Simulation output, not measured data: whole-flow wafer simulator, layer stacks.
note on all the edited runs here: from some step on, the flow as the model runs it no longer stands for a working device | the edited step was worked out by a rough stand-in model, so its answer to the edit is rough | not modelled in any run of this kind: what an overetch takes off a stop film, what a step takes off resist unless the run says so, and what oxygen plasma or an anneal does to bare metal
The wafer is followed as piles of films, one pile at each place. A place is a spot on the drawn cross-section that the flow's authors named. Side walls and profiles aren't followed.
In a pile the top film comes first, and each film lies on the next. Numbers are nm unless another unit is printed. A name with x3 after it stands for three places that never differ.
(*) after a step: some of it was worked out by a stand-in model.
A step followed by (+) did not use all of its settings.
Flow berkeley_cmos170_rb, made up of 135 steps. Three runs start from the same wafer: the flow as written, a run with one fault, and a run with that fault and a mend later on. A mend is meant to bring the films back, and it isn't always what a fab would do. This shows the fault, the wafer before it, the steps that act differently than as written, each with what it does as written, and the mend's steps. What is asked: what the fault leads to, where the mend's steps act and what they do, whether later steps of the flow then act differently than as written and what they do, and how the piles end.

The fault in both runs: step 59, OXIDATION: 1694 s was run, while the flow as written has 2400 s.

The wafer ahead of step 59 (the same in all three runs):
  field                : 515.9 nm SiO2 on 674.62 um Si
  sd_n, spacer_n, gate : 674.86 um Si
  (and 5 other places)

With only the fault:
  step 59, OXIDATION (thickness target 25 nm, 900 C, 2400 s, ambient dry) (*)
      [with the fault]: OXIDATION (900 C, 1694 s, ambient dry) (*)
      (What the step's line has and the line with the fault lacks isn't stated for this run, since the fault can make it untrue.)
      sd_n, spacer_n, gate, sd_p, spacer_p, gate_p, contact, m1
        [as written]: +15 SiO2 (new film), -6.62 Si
        [with the fault]: +12.1 SiO2 (new film), -5.31 Si
  Steps further on in the flow that do not act as written (not shown: 30 more steps that differ only slightly, by at most 2% or 0.5 nm, whichever is larger):
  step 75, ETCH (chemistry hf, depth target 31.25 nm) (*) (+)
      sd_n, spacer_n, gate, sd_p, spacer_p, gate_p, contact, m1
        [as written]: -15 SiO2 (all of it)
        [with the fault]: -12.1 SiO2 (all of it)
  When the end is reached, the piles differ only a little from the flow's at the places that both follow, at most by 2% or 0.5 nm, whichever is larger.

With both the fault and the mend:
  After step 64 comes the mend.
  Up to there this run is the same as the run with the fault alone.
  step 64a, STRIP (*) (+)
      sd_p
        -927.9 KrF resist (all of it)
      spacer_p
        -911.1 KrF resist (all of it)
      gate_p
        -910.3 KrF resist (all of it)
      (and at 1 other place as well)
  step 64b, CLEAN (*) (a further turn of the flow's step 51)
      leaves every film unchanged at each place that is followed
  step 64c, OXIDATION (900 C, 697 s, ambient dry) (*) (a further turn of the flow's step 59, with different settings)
      sd_n, spacer_n, gate, sd_p, spacer_p, gate_p, contact, m1
        +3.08 SiO2, -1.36 Si
      field
        +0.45 SiO2, -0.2 Si
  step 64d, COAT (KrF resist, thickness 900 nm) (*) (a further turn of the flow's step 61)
      field
        +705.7 KrF resist (new film)
      sd_n
        +957.4 KrF resist (new film)
      spacer_n
        +924.9 KrF resist (new film)
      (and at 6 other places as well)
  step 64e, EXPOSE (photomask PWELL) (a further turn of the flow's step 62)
      leaves every film unchanged at each place that is followed
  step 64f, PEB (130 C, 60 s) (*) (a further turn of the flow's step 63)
      leaves every film unchanged at each place that is followed
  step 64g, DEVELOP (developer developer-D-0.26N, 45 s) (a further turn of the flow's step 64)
      sd_p, spacer_p, gate_p, m1
        -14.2 KrF resist
      field
        -705.7 KrF resist (all of it)
      sd_n
        -957.4 KrF resist (all of it)
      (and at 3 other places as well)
  Every later step of the flow that is run acts as written, at every place that is followed, to within 2% or 0.5 nm, whichever is larger.
  When the end is reached, the piles differ only a little from the flow's at the places that both follow, at most by 2% or 0.5 nm, whichever is larger.
